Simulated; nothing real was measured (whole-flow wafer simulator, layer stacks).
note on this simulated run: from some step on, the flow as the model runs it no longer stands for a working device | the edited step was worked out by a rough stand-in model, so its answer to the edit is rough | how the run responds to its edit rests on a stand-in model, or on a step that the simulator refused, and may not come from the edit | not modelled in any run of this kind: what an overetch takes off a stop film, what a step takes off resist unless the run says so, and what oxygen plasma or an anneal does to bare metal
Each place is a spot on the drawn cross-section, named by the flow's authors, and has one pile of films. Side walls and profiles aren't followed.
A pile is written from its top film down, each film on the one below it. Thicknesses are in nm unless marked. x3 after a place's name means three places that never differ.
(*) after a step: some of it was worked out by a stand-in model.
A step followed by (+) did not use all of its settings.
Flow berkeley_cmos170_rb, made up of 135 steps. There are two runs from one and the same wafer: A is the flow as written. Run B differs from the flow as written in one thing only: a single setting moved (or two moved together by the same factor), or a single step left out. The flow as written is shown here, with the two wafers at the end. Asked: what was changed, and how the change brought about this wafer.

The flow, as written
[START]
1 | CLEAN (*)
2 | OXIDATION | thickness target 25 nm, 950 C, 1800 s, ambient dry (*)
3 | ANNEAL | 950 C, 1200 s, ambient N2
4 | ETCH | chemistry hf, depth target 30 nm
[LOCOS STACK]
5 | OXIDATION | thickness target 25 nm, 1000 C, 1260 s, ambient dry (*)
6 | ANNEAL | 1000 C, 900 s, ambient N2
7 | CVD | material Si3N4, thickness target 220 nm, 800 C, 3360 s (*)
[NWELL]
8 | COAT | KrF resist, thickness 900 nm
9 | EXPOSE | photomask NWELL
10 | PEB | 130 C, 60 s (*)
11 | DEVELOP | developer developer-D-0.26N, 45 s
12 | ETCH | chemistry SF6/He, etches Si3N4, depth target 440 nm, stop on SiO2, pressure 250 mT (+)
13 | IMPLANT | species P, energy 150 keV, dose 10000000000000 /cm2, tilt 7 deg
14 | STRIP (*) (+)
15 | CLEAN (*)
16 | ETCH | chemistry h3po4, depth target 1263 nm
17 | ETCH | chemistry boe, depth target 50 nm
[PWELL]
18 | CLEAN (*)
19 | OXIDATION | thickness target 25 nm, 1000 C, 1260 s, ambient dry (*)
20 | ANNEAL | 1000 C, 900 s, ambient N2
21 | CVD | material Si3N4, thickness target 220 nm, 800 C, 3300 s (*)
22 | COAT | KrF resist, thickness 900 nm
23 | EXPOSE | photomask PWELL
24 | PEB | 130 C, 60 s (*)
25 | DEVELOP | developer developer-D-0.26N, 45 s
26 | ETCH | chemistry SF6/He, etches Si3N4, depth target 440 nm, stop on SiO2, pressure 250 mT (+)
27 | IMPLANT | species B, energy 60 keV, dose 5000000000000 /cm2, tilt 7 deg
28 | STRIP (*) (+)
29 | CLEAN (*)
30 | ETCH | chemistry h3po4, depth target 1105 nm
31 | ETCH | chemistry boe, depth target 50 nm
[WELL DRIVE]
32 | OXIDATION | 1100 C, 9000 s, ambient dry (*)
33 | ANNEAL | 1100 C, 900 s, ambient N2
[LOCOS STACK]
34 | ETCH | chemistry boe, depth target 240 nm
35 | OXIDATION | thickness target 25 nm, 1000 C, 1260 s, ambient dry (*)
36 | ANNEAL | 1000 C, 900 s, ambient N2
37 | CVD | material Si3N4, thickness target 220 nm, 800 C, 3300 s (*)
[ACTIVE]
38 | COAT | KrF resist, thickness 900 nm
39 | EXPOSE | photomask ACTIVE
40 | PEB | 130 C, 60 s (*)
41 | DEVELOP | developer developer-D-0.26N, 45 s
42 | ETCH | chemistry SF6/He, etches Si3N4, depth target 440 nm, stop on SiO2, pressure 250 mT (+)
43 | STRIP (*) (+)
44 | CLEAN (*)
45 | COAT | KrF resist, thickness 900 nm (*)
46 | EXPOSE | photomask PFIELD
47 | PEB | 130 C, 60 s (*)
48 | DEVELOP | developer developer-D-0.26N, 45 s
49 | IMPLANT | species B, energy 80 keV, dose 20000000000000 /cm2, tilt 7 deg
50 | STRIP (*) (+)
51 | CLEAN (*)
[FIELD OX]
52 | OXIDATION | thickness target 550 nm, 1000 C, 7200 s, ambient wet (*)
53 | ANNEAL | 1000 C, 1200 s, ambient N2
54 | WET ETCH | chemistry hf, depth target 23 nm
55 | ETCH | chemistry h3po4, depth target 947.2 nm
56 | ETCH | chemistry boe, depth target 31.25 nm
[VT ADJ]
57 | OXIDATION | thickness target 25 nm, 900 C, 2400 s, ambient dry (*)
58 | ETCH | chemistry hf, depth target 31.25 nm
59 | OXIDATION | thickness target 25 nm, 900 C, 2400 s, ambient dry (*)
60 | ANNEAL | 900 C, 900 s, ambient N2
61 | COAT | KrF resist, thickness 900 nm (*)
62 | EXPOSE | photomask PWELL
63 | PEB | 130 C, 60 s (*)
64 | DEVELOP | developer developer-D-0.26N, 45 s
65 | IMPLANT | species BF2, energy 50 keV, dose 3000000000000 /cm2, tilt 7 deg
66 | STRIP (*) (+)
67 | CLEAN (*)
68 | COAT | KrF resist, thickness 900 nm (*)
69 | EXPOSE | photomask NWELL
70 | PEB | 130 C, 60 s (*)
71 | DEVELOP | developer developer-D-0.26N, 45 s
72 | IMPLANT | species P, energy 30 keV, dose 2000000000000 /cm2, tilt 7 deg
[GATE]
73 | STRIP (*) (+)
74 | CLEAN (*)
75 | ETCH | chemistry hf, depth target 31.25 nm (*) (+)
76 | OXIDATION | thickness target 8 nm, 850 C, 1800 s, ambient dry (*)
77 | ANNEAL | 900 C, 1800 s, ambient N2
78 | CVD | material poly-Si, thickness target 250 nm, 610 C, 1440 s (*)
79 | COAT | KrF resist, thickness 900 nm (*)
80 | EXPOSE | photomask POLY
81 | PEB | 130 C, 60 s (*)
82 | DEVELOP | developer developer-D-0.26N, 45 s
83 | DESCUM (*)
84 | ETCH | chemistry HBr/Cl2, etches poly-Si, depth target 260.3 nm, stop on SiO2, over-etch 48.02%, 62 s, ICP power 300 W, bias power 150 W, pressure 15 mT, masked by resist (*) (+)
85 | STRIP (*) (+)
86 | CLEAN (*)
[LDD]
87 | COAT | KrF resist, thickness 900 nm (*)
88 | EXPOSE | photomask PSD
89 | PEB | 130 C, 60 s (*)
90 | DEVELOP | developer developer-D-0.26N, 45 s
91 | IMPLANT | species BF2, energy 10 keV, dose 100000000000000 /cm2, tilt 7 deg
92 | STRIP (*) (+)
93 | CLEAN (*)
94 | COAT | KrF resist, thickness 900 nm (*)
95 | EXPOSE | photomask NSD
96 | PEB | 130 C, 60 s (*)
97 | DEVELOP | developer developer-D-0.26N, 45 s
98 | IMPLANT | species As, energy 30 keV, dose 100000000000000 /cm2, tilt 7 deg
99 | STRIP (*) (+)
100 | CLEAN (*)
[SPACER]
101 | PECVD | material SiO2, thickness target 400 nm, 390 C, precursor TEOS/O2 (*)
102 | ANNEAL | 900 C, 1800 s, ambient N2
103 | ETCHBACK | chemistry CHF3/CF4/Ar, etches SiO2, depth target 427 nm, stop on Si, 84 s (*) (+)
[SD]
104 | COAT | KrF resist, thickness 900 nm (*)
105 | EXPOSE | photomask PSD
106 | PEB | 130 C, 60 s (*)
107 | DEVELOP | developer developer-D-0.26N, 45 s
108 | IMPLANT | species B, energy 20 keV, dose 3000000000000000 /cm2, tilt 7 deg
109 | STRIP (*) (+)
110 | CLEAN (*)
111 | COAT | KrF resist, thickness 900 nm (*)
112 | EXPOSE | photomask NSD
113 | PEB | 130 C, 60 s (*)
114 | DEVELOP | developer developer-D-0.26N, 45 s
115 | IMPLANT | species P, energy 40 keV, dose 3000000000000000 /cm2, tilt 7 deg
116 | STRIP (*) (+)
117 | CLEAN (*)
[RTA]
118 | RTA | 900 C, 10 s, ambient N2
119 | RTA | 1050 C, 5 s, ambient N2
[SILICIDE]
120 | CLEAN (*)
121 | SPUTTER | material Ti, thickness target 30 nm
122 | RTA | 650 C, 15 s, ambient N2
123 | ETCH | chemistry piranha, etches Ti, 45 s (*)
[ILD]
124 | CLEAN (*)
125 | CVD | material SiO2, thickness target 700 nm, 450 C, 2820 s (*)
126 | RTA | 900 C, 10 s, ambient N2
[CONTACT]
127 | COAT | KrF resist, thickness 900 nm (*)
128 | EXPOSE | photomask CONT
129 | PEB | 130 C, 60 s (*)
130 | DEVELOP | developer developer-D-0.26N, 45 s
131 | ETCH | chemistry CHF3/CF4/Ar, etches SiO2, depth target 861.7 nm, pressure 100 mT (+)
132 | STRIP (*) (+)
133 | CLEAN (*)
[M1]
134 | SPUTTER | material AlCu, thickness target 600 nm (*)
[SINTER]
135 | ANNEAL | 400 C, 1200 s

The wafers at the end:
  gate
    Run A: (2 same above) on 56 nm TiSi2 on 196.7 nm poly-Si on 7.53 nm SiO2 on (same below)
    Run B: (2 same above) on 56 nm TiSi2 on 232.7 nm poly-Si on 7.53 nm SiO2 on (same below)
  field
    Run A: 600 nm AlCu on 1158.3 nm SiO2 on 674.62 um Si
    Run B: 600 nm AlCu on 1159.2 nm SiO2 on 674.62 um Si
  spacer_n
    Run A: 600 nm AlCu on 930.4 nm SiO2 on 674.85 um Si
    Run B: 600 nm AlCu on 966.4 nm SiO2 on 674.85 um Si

What caused this: step 78, CVD: thickness target 286 nm was run, though the flow has thickness target 250 nm; step 78, CVD: 1647 s was run, where the flow has 1440 s.

How this came from the change, step by step:
  78 | CVD | material poly-Si, thickness target 250 nm, 610 C, 1440 s (*)
      field, sd_n, spacer_n and 6 more: A poly-Si gains 250 (new film) | B poly-Si gains 286 (new film)
  84 | ETCH | chemistry HBr/Cl2, etches poly-Si, depth target 260.3 nm, stop on SiO2, over-etch 48.02%, 62 s, ICP power 300 W, bias power 150 W, pressure 15 mT, masked by resist (*) (+)
      field, sd_n, spacer_n, sd_p, spacer_p, contact, m1: A poly-Si loses 250 (all of it), SiO2 loses 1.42 | B poly-Si loses 286 (all of it), SiO2 loses 0.5
  87 | COAT | KrF resist, thickness 900 nm (*)
      gate: A KrF resist gains 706 (new film) | B KrF resist gains 678.4 (new film)
      gate_p: A KrF resist gains 706.3 (new film) | B KrF resist gains 678.8 (new film)
  90 | DEVELOP | developer developer-D-0.26N, 45 s
      gate_p: A KrF resist loses 706.3 (all of it) | B KrF resist loses 678.8 (all of it)
  92 | STRIP (*) (+)
      gate: A KrF resist loses 691.8 (all of it) | B KrF resist loses 664.2 (all of it)
  94 | COAT | KrF resist, thickness 900 nm (*)
      gate: A KrF resist gains 706 (new film) | B KrF resist gains 678.4 (new film)
      gate_p: A KrF resist gains 706.3 (new film) | B KrF resist gains 678.8 (new film)
  97 | DEVELOP | developer developer-D-0.26N, 45 s
      gate: A KrF resist loses 706 (all of it) | B KrF resist loses 678.4 (all of it)
  99 | STRIP (*) (+)
      gate_p: A KrF resist loses 692.1 (all of it) | B KrF resist loses 664.6 (all of it)
  103 | ETCHBACK | chemistry CHF3/CF4/Ar, etches SiO2, depth target 427 nm, stop on Si, 84 s (*) (+)
      spacer_n, spacer_p: A SiO2 loses 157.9 | B SiO2 loses 122.8
  104 | COAT | KrF resist, thickness 900 nm (*)
      spacer_n: A KrF resist gains 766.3 (new film) | B KrF resist gains 741.1 (new film)
      gate: A KrF resist gains 742.1 (new film) | B KrF resist gains 717.5 (new film)
      (also at 2 further places)
  107 | DEVELOP | developer developer-D-0.26N, 45 s
      spacer_p: A KrF resist loses 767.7 (all of it) | B KrF resist loses 742.4 (all of it)
      gate_p: A KrF resist loses 743.2 (all of it) | B KrF resist loses 718.5 (all of it)
  109 | STRIP (*) (+)
      spacer_n: A KrF resist loses 752.1 (all of it) | B KrF resist loses 726.9 (all of it)
      gate: A KrF resist loses 727.9 (all of it) | B KrF resist loses 703.3 (all of it)
  111 | COAT | KrF resist, thickness 900 nm (*)
      spacer_n: A KrF resist gains 766.3 (new film) | B KrF resist gains 741.1 (new film)
      gate: A KrF resist gains 742.1 (new film) | B KrF resist gains 717.5 (new film)
      (also at 2 further places)
  114 | DEVELOP | developer developer-D-0.26N, 45 s
      spacer_n: A KrF resist loses 766.3 (all of it) | B KrF resist loses 741.1 (all of it)
      gate: A KrF resist loses 742.1 (all of it) | B KrF resist loses 717.5 (all of it)
  116 | STRIP (*) (+)
      spacer_p: A KrF resist loses 753.5 (all of it) | B KrF resist loses 728.2 (all of it)
      gate_p: A KrF resist loses 729 (all of it) | B KrF resist loses 704.3 (all of it)
  127 | COAT | KrF resist, thickness 900 nm (*)
      spacer_n: A KrF resist gains 819.8 (new film) | B KrF resist gains 803.2 (new film)
      spacer_p: A KrF resist gains 822.5 (new film) | B KrF resist gains 806 (new film)
  132 | STRIP (*) (+)
      spacer_n: A KrF resist loses 590.2 (all of it) | B KrF resist loses 573.6 (all of it)
      gate: A KrF resist loses 568.8 (all of it) | B KrF resist loses 554.6 (all of it)
      (also at 2 further places)
